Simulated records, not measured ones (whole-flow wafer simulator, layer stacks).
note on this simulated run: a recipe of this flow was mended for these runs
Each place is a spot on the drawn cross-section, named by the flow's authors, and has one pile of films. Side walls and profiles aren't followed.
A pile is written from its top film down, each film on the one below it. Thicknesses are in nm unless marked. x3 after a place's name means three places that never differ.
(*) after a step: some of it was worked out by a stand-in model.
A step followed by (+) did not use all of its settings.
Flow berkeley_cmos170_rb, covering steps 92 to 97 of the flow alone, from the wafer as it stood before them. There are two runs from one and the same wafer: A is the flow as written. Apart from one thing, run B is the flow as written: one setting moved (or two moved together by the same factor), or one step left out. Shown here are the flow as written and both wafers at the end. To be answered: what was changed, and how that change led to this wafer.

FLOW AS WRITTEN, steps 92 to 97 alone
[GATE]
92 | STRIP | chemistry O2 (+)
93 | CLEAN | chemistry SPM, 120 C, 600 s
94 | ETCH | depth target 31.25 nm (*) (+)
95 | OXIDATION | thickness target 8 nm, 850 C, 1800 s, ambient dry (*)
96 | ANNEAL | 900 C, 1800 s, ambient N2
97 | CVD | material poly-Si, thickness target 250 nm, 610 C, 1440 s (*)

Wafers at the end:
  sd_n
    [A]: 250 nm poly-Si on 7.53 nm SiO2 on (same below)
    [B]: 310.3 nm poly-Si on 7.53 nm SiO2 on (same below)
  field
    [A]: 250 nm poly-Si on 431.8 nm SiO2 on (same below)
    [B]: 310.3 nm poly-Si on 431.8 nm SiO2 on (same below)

Cause: step 97, CVD: 1786 s was run, whereas the flow has 1440 s.

How this came from the change, step by step:
  97 | CVD | material poly-Si, thickness target 250 nm, 610 C, 1440 s (*)
      field, sd_n, spacer_n, gate, sd_p, spacer_p x2, contact, m1: A poly-Si gains 250 (new film) | B poly-Si gains 310.3 (new film)
